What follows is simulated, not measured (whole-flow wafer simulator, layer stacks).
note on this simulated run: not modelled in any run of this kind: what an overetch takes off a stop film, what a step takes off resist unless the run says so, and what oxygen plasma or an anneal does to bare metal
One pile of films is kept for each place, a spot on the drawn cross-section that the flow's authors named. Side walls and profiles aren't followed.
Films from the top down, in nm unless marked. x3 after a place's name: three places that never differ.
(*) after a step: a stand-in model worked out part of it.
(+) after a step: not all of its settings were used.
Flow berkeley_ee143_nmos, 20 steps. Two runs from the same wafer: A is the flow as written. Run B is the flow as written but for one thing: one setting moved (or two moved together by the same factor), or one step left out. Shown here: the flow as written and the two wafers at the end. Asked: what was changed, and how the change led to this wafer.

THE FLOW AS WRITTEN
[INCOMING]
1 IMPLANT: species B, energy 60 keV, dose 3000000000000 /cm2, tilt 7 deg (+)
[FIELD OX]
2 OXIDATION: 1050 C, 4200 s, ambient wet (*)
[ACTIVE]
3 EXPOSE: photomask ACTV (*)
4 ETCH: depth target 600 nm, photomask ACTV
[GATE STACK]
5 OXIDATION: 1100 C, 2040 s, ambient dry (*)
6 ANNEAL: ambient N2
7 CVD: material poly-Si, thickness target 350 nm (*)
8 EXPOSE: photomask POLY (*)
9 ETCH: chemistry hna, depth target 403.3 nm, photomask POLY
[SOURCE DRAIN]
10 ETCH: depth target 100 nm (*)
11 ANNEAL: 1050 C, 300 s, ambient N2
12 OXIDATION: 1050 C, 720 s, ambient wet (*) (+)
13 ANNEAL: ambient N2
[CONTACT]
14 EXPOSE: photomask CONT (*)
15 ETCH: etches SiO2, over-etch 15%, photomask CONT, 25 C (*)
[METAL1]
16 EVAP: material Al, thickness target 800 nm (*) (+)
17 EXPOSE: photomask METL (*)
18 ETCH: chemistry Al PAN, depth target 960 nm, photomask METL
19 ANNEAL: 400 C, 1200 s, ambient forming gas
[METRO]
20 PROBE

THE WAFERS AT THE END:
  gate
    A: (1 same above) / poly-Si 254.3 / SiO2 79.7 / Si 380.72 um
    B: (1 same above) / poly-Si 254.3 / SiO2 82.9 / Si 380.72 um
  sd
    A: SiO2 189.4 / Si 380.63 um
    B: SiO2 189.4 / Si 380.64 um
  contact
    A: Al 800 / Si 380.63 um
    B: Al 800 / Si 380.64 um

The cause: step 4, ETCH: depth target 551 nm was run, where the flow has depth target 600 nm.

How the change led to this, step by step:
  4 ETCH: depth target 600 nm, photomask ACTV
      gate, sd, contact: A SiO2 -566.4 (all of it) | B SiO2 -551
  5 OXIDATION: 1100 C, 2040 s, ambient dry (*)
      gate, sd, contact: A SiO2 +79.7 (new film), Si -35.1 | B SiO2 +67.5, Si -29.7
  10 ETCH: depth target 100 nm (*)
      sd, contact: A SiO2 -79.7 (all of it) | B SiO2 -82.9 (all of it)
